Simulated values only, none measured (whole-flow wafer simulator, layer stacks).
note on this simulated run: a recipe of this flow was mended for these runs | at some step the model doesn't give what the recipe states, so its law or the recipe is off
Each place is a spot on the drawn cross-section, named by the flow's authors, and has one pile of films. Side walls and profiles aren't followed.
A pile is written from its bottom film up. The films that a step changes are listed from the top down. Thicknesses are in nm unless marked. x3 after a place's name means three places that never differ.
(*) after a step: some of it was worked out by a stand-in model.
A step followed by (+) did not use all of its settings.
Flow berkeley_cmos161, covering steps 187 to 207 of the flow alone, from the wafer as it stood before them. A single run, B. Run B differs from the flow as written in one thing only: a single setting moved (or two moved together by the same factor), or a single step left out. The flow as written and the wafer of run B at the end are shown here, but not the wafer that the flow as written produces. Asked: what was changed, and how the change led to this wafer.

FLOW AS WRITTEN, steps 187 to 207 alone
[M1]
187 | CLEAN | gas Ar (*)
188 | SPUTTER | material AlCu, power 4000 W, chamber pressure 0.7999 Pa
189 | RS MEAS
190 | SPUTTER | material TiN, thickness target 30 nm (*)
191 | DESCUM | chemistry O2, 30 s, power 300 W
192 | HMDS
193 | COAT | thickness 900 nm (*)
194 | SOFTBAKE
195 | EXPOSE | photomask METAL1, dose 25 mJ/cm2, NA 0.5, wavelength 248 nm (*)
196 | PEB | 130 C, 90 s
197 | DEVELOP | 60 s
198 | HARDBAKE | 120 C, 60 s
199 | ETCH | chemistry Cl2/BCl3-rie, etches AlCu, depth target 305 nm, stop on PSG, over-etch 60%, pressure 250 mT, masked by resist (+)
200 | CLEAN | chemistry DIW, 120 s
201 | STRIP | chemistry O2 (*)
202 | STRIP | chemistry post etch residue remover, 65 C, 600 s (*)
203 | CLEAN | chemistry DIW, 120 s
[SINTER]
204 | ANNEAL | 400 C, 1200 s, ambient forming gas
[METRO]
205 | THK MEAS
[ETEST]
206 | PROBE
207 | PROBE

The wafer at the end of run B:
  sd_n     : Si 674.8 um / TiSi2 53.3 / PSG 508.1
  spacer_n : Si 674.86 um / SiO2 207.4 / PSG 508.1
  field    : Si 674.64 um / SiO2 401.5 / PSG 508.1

Cause: step 190, SPUTTER: thickness target 37 nm was run, whereas the flow has thickness target 30 nm; step 199, ETCH: depth target 378 nm was run, where the flow has depth target 305 nm.

Step by step, how the change led to this:
  190 | SPUTTER | material TiN, thickness target 30 nm (*)
      field, sd_n, spacer_n, gate_n, spacer_p, gate_p, m1: +37 TiN (new film) (in the flow as written it would be: +30 TiN (new film))
      sd_p: +32.2 TiN (new film) (in the flow as written it would be: +26.1 TiN (new film))
      (and at 1 other place as well)
  199 | ETCH | chemistry Cl2/BCl3-rie, etches AlCu, depth target 305 nm, stop on PSG, over-etch 60%, pressure 250 mT, masked by resist (+)
      field, sd_n, spacer_n, gate_n, spacer_p, gate_p: -37 TiN (all of it), -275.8 AlCu (all of it), -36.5 PSG (in the flow as written it would be: -30 TiN (all of it), -275.8 AlCu (all of it), -22.8 PSG)
      contact, m1: -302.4 KrF-resist (in the flow as written it would be: -244 KrF-resist)
      (and at 1 other place as well)
  201 | STRIP | chemistry O2 (*)
      contact: -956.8 KrF-resist (all of it) (in the flow as written it would be: -1013 KrF-resist (all of it))
      m1: -479.2 KrF-resist (all of it) (in the flow as written it would be: -537.5 KrF-resist (all of it))
